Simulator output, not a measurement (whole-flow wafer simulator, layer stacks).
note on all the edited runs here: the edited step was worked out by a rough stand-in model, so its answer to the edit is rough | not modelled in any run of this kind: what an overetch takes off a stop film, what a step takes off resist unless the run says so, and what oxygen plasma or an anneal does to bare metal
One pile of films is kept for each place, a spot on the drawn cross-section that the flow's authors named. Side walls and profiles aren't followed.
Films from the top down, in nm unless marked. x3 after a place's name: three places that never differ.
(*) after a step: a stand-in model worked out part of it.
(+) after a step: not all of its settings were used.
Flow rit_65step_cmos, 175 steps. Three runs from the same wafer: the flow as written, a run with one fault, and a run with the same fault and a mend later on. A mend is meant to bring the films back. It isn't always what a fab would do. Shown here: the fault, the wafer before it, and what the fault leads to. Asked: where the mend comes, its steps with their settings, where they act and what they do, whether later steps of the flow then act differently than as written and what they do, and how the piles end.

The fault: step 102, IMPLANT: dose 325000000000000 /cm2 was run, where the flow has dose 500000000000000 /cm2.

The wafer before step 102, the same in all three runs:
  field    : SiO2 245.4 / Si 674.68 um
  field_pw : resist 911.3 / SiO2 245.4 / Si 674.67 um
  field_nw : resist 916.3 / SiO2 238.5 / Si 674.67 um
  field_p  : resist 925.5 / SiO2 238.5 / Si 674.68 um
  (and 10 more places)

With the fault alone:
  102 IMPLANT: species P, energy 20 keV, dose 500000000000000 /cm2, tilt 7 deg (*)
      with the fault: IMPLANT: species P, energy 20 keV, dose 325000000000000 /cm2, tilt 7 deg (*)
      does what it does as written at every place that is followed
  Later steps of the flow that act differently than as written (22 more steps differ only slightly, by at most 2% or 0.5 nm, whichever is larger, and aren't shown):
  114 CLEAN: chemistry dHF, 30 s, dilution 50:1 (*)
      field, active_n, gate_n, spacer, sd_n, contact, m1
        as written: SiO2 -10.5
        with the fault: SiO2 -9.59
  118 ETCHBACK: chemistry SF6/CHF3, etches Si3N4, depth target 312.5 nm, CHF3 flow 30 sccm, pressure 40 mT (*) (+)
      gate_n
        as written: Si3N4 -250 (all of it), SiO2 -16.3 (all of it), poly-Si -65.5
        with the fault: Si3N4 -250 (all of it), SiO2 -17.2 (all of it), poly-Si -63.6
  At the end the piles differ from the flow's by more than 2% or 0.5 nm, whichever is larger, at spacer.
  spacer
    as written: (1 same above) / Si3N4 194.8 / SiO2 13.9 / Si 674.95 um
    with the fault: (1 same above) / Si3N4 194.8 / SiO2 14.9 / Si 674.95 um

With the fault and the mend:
  The mend comes after step 102.
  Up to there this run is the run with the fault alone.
  102a IMPLANT: species P, energy 20 keV, dose 175000000000000 /cm2, tilt 7 deg (*) (the flow's step 102 once more, with other settings)
      changes no film at any place that is followed
  No later step of the flow acts differently than as written at any place that is followed.
  At the end the piles are the same as the flow's at every place that both follow.
